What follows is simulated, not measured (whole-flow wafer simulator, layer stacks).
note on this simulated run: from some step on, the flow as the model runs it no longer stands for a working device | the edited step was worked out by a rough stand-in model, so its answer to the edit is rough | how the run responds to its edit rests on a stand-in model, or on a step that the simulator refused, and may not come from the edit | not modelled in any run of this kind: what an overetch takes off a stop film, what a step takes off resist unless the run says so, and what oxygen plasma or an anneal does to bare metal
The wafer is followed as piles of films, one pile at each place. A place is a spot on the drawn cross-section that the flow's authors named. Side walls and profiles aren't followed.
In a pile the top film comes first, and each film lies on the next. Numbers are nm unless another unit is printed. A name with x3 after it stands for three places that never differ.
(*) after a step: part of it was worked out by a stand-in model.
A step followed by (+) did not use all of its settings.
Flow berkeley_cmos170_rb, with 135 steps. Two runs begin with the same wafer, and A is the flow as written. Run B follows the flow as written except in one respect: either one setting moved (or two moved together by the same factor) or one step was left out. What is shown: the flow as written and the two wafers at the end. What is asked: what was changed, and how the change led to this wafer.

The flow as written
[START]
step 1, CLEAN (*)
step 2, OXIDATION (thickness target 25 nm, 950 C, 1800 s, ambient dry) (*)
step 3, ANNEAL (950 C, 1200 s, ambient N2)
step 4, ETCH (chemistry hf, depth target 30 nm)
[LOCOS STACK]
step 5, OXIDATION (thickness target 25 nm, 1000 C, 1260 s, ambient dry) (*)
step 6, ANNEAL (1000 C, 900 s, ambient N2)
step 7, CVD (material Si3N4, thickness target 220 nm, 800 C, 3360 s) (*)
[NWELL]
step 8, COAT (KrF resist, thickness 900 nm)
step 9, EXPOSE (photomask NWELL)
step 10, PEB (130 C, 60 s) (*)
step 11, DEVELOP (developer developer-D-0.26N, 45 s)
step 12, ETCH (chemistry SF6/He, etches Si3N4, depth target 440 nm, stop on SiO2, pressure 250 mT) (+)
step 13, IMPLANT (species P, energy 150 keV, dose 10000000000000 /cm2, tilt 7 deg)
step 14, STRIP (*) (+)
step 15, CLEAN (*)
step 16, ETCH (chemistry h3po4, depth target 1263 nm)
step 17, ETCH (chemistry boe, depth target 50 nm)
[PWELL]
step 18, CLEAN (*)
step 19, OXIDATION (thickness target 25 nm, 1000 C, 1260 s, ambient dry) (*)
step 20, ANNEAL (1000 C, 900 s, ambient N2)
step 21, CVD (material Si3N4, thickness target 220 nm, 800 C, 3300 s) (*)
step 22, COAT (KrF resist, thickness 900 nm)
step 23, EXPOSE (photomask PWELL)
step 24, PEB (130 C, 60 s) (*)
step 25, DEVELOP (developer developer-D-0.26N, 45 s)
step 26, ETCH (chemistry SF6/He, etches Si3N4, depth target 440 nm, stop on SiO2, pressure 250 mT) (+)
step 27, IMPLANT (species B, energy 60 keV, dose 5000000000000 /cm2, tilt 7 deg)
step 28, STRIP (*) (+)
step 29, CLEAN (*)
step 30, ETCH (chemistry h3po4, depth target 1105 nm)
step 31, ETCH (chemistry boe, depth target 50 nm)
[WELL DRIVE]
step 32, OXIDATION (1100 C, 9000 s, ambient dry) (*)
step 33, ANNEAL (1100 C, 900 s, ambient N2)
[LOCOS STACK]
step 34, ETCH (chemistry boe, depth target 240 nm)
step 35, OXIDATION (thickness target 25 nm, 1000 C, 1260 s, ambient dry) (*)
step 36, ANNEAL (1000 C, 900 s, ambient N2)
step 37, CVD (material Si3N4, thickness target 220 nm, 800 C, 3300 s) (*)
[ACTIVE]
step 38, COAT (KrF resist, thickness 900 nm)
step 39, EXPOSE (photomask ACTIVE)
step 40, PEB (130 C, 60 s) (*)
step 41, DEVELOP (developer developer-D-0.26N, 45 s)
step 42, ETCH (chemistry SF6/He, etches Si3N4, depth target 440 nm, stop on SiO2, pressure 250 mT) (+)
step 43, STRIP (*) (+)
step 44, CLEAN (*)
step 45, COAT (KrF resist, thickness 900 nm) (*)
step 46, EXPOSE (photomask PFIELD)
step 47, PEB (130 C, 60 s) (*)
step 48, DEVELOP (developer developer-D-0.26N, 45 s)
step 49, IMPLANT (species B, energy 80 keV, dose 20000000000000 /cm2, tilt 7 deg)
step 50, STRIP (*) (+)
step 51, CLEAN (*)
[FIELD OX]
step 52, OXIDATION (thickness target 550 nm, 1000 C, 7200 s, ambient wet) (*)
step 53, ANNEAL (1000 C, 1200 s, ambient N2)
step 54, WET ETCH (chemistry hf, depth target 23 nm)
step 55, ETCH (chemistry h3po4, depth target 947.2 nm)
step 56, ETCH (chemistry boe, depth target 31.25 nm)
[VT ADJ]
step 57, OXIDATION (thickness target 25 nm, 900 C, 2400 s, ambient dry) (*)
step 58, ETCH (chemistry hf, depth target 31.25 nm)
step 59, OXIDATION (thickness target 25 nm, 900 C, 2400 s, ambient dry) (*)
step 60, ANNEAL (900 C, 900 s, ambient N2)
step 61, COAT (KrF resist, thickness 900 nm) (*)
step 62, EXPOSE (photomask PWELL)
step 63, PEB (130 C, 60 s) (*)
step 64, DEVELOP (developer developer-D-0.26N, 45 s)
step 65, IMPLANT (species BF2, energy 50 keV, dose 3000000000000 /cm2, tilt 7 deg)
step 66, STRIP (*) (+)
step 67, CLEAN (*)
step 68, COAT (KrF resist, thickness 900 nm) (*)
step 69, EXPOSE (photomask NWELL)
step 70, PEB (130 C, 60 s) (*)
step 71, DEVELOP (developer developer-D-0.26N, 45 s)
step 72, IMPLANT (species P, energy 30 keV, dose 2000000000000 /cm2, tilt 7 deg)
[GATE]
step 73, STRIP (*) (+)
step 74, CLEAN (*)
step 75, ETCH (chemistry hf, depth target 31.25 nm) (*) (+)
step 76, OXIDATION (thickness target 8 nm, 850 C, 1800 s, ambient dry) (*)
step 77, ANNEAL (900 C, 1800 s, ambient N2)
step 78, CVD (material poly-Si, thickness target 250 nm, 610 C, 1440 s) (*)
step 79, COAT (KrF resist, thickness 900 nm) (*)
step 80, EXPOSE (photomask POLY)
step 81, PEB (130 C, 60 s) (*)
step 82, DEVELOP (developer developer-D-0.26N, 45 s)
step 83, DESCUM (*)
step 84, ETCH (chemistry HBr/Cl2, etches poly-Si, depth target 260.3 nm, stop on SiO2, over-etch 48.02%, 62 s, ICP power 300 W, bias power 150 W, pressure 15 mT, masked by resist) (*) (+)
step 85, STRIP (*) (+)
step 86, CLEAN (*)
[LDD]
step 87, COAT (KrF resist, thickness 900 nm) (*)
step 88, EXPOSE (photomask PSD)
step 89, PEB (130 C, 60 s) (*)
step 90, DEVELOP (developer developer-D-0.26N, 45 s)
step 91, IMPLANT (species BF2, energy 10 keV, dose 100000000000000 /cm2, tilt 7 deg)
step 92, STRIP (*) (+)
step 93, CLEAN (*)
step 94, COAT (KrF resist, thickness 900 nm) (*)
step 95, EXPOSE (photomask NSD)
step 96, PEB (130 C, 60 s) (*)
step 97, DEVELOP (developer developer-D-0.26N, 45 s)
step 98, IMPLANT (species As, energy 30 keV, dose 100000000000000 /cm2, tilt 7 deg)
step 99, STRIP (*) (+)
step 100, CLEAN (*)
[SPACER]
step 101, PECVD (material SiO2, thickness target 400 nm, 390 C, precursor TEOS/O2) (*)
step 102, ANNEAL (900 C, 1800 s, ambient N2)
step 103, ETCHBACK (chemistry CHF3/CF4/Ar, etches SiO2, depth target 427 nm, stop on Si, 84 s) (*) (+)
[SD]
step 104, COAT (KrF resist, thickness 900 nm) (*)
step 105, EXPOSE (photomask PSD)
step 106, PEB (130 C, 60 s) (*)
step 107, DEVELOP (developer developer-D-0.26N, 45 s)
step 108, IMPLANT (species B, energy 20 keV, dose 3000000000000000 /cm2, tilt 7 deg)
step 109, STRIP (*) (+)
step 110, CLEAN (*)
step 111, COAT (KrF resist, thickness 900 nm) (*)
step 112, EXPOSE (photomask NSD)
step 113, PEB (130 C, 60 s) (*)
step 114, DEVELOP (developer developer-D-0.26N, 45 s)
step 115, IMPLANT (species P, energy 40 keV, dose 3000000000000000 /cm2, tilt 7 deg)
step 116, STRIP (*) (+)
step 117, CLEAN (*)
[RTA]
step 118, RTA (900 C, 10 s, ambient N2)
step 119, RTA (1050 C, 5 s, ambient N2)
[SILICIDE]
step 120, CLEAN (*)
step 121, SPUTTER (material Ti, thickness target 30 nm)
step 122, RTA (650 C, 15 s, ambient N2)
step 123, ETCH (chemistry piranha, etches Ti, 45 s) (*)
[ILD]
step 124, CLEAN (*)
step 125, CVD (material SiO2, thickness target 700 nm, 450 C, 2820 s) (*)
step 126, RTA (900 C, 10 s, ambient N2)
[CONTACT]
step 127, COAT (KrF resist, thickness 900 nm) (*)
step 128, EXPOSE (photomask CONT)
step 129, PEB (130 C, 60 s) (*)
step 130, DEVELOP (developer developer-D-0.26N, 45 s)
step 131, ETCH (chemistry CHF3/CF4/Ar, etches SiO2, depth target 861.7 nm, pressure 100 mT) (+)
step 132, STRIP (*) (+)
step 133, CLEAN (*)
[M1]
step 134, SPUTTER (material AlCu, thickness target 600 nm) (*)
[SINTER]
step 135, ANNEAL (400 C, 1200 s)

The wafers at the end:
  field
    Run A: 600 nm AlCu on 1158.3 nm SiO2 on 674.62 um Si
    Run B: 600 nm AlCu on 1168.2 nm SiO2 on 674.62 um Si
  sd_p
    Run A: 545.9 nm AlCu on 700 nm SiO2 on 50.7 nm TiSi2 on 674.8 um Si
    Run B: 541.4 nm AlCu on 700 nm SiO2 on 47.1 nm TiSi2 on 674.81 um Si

What caused this: step 75, ETCH: depth target 21.31 nm was run, whereas the flow has depth target 31.25 nm.

The path from the change to this, step by step:
  step 75, ETCH (chemistry hf, depth target 31.25 nm) (*) (+)
      field: A -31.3 SiO2 | B -21.3 SiO2
  step 121, SPUTTER (material Ti, thickness target 30 nm)
      sd_p: A +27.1 Ti (new film) | B +25.2 Ti (new film)
  step 122, RTA (650 C, 15 s, ambient N2)
      sd_p: A -21.1 Ti, +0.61 TiSi first (new film), +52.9 TiSi2 C49 (new film), -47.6 Si | B -19.7 Ti, +50 TiSi2 C49 (new film), -44.6 Si
  step 126, RTA (900 C, 10 s, ambient N2)
      sd_p: A under 1 film: +50.7 TiSi2 (new film), -0.61 TiSi first (all of it), -52.9 TiSi2 C49 (all of it), -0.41 Si | B under 1 film: +47.1 TiSi2 (new film), -50 TiSi2 C49 (all of it)
